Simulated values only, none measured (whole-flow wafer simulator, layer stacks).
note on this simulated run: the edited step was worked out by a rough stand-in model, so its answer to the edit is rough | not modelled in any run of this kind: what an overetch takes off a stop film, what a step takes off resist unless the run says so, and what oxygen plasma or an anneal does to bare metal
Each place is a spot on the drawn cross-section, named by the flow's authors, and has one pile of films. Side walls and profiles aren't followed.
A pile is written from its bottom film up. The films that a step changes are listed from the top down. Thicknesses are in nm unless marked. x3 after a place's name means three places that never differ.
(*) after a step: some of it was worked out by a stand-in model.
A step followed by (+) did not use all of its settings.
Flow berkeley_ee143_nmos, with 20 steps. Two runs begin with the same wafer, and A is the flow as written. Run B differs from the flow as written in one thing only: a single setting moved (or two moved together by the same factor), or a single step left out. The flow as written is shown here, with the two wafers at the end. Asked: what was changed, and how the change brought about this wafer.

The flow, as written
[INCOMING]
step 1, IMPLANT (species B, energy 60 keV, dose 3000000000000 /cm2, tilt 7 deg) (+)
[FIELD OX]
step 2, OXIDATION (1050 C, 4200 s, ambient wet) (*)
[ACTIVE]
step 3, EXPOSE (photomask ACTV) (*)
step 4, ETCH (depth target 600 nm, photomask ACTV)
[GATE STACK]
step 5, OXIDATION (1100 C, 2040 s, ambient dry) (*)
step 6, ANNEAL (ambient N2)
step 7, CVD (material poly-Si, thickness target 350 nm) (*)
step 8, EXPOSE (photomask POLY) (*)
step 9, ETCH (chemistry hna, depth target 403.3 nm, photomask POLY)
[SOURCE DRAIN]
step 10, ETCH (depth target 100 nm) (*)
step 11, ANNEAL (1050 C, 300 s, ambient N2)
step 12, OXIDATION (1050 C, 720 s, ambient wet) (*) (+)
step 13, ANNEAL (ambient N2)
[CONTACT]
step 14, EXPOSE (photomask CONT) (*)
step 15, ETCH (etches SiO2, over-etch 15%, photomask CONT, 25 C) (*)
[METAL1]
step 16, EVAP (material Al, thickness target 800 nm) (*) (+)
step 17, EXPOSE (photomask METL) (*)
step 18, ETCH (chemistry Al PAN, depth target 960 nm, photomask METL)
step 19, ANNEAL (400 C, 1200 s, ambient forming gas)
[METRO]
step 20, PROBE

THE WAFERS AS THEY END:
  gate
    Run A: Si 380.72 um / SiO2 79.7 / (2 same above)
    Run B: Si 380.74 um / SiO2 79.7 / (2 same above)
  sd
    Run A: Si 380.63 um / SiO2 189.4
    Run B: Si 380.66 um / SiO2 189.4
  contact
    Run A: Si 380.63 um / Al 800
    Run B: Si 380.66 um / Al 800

The reason: step 2, OXIDATION: 3465 s was run, while the flow as written has 4200 s.

How this came from the change, step by step:
  step 2, OXIDATION (1050 C, 4200 s, ambient wet) (*)
      gate, sd, contact, field: A +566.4 SiO2 (new film), -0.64 chemical SiO2 (all of it), -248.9 Si | B +504.7 SiO2 (new film), -0.64 chemical SiO2 (all of it), -221.8 Si
  step 4, ETCH (depth target 600 nm, photomask ACTV)
      gate, sd, contact: A -566.4 SiO2 (all of it) | B -504.7 SiO2 (all of it)
  step 5, OXIDATION (1100 C, 2040 s, ambient dry) (*)
      field: A +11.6 SiO2, -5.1 Si | B +12.8 SiO2, -5.63 Si
  step 12, OXIDATION (1050 C, 720 s, ambient wet) (*) (+)
      field: A +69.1 SiO2, -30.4 Si | B +75.7 SiO2, -33.3 Si
